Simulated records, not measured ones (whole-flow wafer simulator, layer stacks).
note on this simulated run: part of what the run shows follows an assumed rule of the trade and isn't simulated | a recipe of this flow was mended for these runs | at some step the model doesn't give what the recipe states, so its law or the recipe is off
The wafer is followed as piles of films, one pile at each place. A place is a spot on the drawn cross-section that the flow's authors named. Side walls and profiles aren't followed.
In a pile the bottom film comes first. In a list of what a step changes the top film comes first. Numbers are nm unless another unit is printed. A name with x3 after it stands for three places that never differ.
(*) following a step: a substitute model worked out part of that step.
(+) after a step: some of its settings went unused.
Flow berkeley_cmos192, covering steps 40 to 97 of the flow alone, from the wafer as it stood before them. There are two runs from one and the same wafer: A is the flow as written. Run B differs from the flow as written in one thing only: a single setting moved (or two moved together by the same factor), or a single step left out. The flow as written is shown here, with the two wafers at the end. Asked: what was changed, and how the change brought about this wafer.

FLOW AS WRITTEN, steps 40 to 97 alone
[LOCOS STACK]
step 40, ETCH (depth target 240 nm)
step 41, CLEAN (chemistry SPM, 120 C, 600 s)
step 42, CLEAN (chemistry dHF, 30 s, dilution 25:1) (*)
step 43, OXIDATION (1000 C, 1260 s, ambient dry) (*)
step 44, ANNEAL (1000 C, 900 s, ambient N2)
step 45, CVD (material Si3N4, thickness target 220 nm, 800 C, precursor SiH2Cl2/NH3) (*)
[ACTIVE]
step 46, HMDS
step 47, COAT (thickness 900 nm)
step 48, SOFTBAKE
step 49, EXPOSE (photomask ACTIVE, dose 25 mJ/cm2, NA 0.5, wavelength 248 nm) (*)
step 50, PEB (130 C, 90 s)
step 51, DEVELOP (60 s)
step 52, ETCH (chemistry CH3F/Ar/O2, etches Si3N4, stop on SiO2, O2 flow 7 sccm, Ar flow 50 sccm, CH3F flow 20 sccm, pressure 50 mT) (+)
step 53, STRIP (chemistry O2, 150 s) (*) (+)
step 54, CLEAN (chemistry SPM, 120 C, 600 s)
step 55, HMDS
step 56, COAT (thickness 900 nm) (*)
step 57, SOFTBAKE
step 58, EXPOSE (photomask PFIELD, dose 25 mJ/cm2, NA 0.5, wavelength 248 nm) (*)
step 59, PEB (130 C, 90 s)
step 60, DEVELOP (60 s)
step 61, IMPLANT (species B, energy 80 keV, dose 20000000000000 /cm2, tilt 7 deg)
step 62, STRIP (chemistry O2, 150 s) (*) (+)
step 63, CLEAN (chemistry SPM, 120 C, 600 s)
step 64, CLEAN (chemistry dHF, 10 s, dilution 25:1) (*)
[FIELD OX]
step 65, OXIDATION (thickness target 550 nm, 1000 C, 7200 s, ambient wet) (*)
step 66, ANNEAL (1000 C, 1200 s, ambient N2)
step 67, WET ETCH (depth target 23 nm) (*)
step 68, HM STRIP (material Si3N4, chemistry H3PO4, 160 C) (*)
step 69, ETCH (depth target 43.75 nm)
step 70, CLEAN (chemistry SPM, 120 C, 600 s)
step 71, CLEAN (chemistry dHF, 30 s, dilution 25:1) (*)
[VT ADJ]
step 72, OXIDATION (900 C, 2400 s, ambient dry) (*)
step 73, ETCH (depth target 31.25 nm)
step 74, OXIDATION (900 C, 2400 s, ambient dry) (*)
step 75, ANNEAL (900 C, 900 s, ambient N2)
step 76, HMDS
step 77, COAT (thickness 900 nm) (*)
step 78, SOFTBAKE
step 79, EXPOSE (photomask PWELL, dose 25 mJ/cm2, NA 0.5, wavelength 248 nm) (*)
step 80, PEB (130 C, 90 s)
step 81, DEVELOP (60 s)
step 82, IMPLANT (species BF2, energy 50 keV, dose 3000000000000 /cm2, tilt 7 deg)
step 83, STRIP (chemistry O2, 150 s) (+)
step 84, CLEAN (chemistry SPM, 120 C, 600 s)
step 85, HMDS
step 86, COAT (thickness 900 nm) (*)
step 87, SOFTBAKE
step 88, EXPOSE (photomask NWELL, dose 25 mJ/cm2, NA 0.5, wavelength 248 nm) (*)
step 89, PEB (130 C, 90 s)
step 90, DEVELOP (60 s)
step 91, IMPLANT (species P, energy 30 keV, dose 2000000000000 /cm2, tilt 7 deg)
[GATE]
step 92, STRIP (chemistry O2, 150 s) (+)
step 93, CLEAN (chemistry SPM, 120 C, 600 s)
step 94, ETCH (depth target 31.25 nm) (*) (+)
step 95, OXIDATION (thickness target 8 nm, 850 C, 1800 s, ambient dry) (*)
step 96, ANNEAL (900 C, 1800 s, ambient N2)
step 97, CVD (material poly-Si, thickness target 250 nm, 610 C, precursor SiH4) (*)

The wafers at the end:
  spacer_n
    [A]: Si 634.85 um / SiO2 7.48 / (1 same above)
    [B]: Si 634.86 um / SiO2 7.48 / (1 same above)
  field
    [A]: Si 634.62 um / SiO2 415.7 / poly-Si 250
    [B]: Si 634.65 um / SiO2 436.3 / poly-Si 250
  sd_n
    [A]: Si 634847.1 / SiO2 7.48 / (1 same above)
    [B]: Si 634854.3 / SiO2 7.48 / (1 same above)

What caused this: step 40, ETCH: depth target 120 nm was run, while the flow as written has depth target 240 nm.

How this came from the change, step by step:
  step 40, ETCH (depth target 240 nm)
      field, sd_n, spacer_n and 6 more: A -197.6 SiO2 (all of it) | B -120 SiO2
  step 41, CLEAN (chemistry SPM, 120 C, 600 s)
      field, sd_n, spacer_n and 6 more: A +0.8 chemical SiO2 (new film), -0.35 Si | B nothing
  step 42, CLEAN (chemistry dHF, 30 s, dilution 25:1) (*)
      field, sd_n, spacer_n and 6 more: A -0.8 chemical SiO2 (all of it) | B -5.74 SiO2
  step 43, OXIDATION (1000 C, 1260 s, ambient dry) (*)
      field, sd_n, spacer_n and 6 more: A +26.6 SiO2 (new film), -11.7 Si | B +13.3 SiO2, -5.87 Si
  step 65, OXIDATION (thickness target 550 nm, 1000 C, 7200 s, ambient wet) (*)
      spacer_p, gate_p, m1: A +12.1 SiO2 (new film), -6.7 Si3N4 | B +12.1 SiO2 (new film), -6.7 Si3N4, +0.07 SiO2
      spacer_n: A +12.1 SiO2 (new film), -6.7 Si3N4 | B +12.1 SiO2 (new film), -6.7 Si3N4, +0.1 SiO2, -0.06 Si
      (and at 5 other places as well)
  step 69, ETCH (depth target 43.75 nm)
      spacer_n, gate, gate_p, contact, m1: A -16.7 SiO2 (all of it) | B -43.8 SiO2
      sd_n, sd_p: A -16.8 SiO2 (all of it) | B -43.8 SiO2
      (and at 1 other place as well)
  step 70, CLEAN (chemistry SPM, 120 C, 600 s)
      sd_n, spacer_n, gate, sd_p, spacer_p, gate_p, contact, m1: A +0.8 chemical SiO2 (new film), -0.35 Si | B nothing
  step 71, CLEAN (chemistry dHF, 30 s, dilution 25:1) (*)
      sd_n, spacer_n, gate, sd_p, spacer_p, gate_p, contact, m1: A -0.8 chemical SiO2 (all of it) | B -5.74 SiO2
  step 72, OXIDATION (900 C, 2400 s, ambient dry) (*)
      gate, gate_p, m1: A +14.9 SiO2 (new film), -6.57 Si | B +9.93 SiO2, -4.37 Si
      spacer_n, spacer_p: A +14.9 SiO2 (new film), -6.57 Si | B +9.92 SiO2, -4.37 Si
      (and at 3 other places as well)
  step 73, ETCH (depth target 31.25 nm)
      sd_n, gate, spacer_p, gate_p, contact, m1: A -14.9 SiO2 (all of it) | B -31.2 SiO2
      spacer_n, sd_p: A -14.9 SiO2 (all of it) | B -31.3 SiO2
  step 74, OXIDATION (900 C, 2400 s, ambient dry) (*)
      spacer_n, gate, spacer_p, gate_p, m1: A +14.9 SiO2 (new film), -6.57 Si | B +11.5 SiO2, -5.07 Si
      sd_n: A +14.9 SiO2 (new film), -6.57 Si | B +9.13 SiO2, -4.02 Si
      (and at 2 other places as well)
  step 94, ETCH (depth target 31.25 nm) (*) (+)
      spacer_n, gate, spacer_p, gate_p, contact, m1: A -14.9 SiO2 (all of it) | B -16.2 SiO2 (all of it)
      sd_n: A -14.9 SiO2 (all of it) | B -23.7 SiO2 (all of it)
      (and at 1 other place as well)
